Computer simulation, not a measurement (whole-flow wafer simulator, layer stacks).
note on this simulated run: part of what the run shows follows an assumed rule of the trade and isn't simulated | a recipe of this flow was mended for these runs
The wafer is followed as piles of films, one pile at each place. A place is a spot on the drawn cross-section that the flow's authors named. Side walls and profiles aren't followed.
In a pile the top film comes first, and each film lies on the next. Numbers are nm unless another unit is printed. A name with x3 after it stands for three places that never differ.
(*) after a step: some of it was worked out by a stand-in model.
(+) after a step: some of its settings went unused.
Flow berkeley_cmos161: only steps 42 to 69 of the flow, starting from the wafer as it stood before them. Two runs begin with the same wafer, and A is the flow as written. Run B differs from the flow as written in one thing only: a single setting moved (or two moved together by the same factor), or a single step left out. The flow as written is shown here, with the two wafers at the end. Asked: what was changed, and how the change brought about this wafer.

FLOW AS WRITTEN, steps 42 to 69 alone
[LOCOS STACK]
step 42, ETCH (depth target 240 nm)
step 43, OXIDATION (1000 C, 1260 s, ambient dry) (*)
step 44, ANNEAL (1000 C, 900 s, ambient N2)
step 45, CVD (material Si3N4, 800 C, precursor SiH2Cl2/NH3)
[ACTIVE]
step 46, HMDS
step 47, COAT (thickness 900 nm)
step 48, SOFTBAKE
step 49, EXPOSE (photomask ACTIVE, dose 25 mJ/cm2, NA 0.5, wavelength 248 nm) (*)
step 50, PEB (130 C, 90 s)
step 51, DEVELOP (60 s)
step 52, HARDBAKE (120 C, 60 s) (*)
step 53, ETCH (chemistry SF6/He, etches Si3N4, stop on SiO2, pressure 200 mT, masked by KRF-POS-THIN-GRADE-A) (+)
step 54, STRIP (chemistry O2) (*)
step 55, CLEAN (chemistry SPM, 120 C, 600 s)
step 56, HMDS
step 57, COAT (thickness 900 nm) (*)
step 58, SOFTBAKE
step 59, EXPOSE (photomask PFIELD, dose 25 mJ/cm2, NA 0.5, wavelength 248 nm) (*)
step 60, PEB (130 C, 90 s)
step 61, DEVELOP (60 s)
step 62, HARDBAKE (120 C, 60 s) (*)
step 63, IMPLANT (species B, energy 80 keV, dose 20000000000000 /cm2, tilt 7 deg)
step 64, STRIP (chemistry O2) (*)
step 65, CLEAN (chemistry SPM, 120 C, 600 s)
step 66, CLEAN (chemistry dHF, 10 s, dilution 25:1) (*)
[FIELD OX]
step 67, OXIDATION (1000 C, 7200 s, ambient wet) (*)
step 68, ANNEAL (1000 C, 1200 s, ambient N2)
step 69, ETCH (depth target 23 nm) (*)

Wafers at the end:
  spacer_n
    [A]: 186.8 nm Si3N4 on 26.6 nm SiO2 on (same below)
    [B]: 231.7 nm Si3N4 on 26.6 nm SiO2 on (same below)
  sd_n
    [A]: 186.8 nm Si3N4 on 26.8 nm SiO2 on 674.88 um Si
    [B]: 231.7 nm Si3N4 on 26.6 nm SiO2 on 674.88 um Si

Cause: step 45, CVD: 823 C was run, while the flow as written has 800 C.

How this came from the change, step by step:
  step 45, CVD (material Si3N4, 800 C, precursor SiH2Cl2/NH3)
      field, sd_n, spacer_n and 6 more: A Si3N4 gains 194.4 (new film) | B Si3N4 gains 239.3 (new film)
  step 53, ETCH (chemistry SF6/He, etches Si3N4, stop on SiO2, pressure 200 mT, masked by KRF-POS-THIN-GRADE-A) (+)
      sd_n, spacer_n, gate_n, sd_p, spacer_p, gate_p, contact, m1: A KrF-resist loses 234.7 | B KrF-resist loses 283.5
      field: A Si3N4 loses 194.4 (all of it), SiO2 loses 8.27 | B Si3N4 loses 239.3 (all of it), SiO2 loses 8.27
  step 54, STRIP (chemistry O2) (*)
      sd_n, spacer_n, gate_n, sd_p, spacer_p, gate_p, contact, m1: A KrF-resist loses 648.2 (all of it) | B KrF-resist loses 599.4 (all of it)
  step 57, COAT (thickness 900 nm) (*)
      sd_n: A KrF-resist gains 796.1 (new film) | B KrF-resist gains 773.3 (new film)
      sd_p: A KrF-resist gains 813.7 (new film) | B KrF-resist gains 794.9 (new film)
      (and at 2 other places as well)
  step 64, STRIP (chemistry O2) (*)
      sd_n: A KrF-resist loses 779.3 (all of it) | B KrF-resist loses 756.6 (all of it)
      sd_p: A KrF-resist loses 796.9 (all of it) | B KrF-resist loses 778.1 (all of it)
      (and at 2 other places as well)
  step 67, OXIDATION (1000 C, 7200 s, ambient wet) (*)
      sd_n, sd_p: A SiO2 gains 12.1 (new film), Si3N4 loses 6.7, SiO2 gains 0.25, Si loses 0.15 | B SiO2 gains 12.1 (new film), Si3N4 loses 6.7
